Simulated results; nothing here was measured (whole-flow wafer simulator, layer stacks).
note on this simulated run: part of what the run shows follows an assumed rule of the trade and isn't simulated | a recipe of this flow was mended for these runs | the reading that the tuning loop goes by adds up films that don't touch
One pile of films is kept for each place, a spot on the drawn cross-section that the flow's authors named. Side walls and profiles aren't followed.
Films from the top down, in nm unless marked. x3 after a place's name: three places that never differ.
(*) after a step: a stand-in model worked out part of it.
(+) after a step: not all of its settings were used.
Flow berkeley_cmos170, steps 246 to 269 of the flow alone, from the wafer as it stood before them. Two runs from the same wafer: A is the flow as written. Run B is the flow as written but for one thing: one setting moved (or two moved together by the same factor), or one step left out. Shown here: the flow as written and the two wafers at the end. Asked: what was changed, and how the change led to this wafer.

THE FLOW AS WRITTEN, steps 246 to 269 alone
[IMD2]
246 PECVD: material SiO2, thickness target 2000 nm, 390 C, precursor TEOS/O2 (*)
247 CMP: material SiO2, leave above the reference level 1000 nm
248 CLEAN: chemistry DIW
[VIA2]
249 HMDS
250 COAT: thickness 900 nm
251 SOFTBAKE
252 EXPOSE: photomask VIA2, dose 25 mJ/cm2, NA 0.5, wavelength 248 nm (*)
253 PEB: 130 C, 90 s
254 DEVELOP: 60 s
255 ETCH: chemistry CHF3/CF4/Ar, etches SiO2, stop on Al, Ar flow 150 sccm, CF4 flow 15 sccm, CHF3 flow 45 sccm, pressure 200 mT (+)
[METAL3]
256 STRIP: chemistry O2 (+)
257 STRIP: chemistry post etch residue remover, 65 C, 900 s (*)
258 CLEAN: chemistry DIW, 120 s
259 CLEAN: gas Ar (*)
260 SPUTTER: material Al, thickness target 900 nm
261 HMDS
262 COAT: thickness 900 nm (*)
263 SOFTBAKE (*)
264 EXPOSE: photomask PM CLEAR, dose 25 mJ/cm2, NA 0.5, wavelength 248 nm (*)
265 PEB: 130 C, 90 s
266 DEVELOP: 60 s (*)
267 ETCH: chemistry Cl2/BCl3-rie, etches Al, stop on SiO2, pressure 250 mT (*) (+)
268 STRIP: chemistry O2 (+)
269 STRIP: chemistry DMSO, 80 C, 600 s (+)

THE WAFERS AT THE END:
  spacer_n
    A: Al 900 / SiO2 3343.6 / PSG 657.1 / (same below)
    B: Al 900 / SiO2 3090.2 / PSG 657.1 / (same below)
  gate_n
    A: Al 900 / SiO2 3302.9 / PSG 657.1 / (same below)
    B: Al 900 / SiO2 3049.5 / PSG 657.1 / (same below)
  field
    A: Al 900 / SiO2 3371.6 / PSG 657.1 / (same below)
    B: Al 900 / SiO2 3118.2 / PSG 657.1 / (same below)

The cause: step 246, PECVD: thickness target 1700 nm was run, where the flow has thickness target 2000 nm.

How the change led to this, step by step:
  246 PECVD: material SiO2, thickness target 2000 nm, 390 C, precursor TEOS/O2 (*)
      field, mark, sd_n, spacer_n, gate_n, sd_p, spacer_p, gate_p: A SiO2 +2000 | B SiO2 +1700
      contact, m1, m2, via2: A SiO2 +2000 (new film) | B SiO2 +1700 (new film)
      (and at 1 more place)
  247 CMP: material SiO2, leave above the reference level 1000 nm
      field, sd_n, spacer_n, gate_n, sd_p, spacer_p, gate_p: A SiO2 -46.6 | B nothing
      contact, m1, via1, m2, via2: A SiO2 -1000 | B SiO2 -700
  250 COAT: thickness 900 nm
      sd_n: A KrF-resist +900 (new film) | B KrF-resist +997.8 (new film)
      contact: A KrF-resist +900 (new film) | B KrF-resist +801.3 (new film)
      (and at 4 more places)
  254 DEVELOP: 60 s
      via2: A KrF-resist -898 (all of it) | B KrF-resist -795.4 (all of it)
  256 STRIP: chemistry O2 (+)
      sd_n: A KrF-resist -607.6 (all of it) | B KrF-resist -705.2 (all of it)
      contact: A KrF-resist -607.6 (all of it) | B KrF-resist -509.2 (all of it)
      (and at 3 more places)
  262 COAT: thickness 900 nm (*)
      sd_n: A KrF-resist +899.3 (new film) | B KrF-resist +996.5 (new film)
      contact: A KrF-resist +898.4 (new film) | B KrF-resist +794.7 (new film)
      (and at 4 more places)
  265 PEB: 130 C, 90 s
      via2: A KrF-resist -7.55 | B KrF-resist -6.84
  268 STRIP: chemistry O2 (+)
      sd_n: A KrF-resist -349 (all of it) | B KrF-resist -446 (all of it)
      sd_p: A KrF-resist -349.5 (all of it) | B KrF-resist -357.2 (all of it)
      (and at 7 more places)
